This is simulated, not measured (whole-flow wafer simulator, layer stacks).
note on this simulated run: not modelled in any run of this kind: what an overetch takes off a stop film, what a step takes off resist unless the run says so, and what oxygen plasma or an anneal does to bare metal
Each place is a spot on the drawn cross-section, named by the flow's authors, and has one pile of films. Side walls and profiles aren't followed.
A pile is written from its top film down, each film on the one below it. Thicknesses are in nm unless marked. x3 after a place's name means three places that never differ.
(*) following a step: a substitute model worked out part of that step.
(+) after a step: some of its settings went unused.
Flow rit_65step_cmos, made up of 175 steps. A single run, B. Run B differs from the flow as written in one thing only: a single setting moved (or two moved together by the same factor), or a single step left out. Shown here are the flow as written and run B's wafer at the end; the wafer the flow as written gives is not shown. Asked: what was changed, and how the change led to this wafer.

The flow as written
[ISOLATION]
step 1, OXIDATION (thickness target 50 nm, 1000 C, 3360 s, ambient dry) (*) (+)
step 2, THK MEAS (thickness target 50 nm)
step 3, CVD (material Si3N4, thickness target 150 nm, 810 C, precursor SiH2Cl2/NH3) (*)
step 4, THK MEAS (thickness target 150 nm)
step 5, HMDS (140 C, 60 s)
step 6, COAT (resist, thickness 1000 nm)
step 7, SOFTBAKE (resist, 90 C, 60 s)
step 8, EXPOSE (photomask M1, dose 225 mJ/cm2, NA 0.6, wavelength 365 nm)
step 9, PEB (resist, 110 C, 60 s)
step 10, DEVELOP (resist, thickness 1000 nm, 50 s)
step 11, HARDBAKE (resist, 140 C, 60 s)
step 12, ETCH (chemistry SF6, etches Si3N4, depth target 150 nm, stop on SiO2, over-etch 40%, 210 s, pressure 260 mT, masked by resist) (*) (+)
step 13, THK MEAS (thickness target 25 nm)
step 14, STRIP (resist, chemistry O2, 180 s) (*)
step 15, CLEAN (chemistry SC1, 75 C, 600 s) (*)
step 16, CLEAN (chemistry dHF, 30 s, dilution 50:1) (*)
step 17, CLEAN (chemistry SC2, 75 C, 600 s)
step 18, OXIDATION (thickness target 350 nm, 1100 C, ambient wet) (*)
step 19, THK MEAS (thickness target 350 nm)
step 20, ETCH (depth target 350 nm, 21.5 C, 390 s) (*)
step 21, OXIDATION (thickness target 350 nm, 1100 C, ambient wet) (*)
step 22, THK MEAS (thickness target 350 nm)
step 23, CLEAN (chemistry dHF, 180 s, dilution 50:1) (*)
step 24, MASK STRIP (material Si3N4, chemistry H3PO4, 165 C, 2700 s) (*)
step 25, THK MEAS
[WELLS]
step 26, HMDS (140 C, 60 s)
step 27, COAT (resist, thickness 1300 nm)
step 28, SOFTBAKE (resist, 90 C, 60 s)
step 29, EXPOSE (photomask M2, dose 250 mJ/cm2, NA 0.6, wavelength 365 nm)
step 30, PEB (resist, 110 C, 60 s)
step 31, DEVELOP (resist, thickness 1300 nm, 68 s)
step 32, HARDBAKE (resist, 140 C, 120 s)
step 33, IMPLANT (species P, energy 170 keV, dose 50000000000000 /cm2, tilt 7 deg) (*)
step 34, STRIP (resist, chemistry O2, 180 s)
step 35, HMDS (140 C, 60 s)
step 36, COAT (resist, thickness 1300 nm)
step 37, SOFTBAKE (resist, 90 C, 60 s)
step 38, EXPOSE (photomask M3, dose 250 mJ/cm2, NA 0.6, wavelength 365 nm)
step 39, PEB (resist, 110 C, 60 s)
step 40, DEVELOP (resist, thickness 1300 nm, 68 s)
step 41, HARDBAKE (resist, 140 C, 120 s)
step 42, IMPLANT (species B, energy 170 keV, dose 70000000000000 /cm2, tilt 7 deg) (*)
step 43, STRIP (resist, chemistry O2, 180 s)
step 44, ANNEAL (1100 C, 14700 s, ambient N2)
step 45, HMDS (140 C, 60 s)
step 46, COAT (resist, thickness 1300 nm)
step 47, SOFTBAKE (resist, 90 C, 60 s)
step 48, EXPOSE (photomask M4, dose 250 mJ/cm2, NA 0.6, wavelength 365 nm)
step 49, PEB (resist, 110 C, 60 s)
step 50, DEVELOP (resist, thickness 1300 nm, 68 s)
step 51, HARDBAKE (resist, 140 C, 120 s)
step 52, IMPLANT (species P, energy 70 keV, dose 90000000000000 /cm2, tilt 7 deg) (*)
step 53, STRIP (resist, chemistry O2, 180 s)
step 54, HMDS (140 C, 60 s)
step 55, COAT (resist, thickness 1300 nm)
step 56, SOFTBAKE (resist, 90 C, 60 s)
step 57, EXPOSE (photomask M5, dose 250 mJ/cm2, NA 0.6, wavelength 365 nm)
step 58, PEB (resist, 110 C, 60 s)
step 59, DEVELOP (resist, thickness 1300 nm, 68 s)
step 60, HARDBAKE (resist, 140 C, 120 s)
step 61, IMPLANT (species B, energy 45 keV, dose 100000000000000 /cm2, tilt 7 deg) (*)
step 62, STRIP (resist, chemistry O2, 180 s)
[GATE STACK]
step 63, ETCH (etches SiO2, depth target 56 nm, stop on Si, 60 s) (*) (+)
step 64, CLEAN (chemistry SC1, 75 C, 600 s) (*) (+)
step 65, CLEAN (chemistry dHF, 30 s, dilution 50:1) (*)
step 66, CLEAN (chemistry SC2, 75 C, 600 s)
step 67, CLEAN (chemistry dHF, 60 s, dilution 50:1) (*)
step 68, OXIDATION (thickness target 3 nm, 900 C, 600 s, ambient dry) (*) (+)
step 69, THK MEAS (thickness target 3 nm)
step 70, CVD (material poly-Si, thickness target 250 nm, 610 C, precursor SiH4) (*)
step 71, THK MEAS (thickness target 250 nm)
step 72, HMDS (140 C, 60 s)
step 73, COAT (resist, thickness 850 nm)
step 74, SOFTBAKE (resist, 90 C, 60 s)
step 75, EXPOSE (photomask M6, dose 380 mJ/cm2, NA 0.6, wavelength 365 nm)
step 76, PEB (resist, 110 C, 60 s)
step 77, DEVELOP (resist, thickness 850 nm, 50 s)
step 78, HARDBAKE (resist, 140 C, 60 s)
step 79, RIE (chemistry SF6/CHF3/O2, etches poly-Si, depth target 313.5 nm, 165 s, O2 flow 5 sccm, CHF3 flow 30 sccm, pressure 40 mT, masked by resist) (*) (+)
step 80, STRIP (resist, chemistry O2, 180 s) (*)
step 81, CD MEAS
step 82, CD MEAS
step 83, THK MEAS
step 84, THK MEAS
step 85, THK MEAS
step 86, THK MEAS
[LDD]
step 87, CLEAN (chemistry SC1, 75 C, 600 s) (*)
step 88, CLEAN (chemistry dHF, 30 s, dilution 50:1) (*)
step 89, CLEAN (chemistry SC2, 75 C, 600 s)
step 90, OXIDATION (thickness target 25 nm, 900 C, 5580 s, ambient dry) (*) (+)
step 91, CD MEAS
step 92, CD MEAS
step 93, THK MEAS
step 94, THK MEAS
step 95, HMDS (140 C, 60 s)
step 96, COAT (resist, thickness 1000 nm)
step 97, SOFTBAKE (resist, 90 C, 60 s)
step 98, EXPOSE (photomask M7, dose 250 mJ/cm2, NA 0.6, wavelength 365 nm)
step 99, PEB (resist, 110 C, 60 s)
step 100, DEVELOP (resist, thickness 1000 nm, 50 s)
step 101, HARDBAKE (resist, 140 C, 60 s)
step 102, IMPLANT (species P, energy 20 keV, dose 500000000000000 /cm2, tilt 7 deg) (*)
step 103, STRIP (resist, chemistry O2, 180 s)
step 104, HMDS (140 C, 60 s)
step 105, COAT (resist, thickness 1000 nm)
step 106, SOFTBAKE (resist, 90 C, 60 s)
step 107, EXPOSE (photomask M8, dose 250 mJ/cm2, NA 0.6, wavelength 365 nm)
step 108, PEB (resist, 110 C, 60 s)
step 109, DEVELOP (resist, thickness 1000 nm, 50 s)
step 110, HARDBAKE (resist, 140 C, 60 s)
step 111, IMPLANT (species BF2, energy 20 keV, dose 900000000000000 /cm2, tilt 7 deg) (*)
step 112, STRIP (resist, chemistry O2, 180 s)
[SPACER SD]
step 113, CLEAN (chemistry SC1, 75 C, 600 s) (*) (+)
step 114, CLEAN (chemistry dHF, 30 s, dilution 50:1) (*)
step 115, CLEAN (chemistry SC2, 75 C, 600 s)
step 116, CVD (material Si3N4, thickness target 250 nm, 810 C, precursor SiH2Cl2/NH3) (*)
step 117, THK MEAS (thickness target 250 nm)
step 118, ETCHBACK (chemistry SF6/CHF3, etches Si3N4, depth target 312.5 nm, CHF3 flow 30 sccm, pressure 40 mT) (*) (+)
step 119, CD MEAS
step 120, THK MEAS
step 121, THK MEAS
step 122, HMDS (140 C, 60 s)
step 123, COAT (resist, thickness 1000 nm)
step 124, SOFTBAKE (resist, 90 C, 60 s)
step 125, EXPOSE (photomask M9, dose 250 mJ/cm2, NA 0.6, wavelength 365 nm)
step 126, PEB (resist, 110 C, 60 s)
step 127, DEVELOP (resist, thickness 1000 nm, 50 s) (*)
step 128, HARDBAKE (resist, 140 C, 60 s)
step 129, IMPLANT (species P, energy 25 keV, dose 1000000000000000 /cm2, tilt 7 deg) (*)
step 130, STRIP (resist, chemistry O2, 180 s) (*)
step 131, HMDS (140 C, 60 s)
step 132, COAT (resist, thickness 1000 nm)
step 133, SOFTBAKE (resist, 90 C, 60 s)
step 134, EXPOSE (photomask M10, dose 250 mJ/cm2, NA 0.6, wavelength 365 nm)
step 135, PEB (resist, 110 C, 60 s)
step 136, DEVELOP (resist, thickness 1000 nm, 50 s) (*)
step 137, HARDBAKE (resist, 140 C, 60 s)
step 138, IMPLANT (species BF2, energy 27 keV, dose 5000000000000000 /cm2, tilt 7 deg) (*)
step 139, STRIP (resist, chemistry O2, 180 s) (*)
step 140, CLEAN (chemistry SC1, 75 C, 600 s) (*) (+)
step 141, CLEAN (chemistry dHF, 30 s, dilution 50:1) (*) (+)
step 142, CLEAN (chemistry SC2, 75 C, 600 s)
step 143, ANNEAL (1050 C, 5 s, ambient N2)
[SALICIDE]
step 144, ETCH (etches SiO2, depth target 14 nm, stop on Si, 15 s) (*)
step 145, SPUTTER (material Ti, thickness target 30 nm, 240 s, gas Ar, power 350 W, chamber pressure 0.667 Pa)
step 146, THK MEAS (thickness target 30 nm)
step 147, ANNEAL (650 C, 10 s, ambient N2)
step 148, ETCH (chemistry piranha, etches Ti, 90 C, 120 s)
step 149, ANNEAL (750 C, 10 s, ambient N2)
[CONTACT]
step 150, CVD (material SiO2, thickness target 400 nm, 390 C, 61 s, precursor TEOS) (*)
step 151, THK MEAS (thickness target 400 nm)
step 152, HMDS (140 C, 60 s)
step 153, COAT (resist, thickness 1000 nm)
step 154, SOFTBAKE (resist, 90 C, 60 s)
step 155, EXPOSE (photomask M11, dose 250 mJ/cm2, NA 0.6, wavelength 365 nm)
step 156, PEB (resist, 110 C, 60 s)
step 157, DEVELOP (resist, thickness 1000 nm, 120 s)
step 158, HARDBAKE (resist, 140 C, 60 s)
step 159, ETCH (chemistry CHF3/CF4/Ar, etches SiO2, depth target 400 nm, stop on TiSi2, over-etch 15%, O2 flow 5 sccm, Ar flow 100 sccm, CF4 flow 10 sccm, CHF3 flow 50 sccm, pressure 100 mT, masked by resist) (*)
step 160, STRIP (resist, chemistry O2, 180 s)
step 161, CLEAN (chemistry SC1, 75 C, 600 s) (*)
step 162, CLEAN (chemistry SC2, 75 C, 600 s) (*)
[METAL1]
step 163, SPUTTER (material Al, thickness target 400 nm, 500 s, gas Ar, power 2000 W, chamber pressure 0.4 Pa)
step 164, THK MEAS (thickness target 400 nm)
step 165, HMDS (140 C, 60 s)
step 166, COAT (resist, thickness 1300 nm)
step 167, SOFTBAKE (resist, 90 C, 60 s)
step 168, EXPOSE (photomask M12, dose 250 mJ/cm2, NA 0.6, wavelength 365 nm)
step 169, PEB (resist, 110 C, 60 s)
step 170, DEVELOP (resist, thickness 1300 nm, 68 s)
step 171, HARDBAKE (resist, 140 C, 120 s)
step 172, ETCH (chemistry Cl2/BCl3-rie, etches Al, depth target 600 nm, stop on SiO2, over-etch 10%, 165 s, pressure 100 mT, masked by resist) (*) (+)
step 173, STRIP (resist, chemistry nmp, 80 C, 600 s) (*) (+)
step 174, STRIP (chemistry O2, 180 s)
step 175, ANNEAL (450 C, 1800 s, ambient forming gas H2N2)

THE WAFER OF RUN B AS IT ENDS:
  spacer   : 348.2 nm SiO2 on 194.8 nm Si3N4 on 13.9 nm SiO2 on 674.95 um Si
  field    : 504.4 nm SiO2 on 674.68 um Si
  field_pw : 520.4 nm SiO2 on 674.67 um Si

Cause: step 163, SPUTTER: thickness target 278 nm was run, though the flow has thickness target 400 nm; step 163, SPUTTER: 348 s was run, where the flow has 500 s.

Step by step, how the change led to this:
  step 163, SPUTTER (material Al, thickness target 400 nm, 500 s, gas Ar, power 2000 W, chamber pressure 0.4 Pa)
      field, field_p, spacer, spacer_p: +278 Al (new film) (it would be, as written: +400 Al (new film))
      gate_n, gate_p: +278 Al (new film) (it would be, as written: +396 Al (new film))
      (as well as at 2 more places)
  step 172, ETCH (chemistry Cl2/BCl3-rie, etches Al, depth target 600 nm, stop on SiO2, over-etch 10%, 165 s, pressure 100 mT, masked by resist) (*) (+)
      field, field_p, spacer, spacer_p: -278 Al (all of it), -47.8 SiO2 (it would be, as written: -400 Al (all of it), -32.5 SiO2)
      gate_n, gate_p: -278 Al (all of it), -47.8 SiO2 (it would be, as written: -396 Al (all of it), -33 SiO2)
      (as well as at 2 more places)
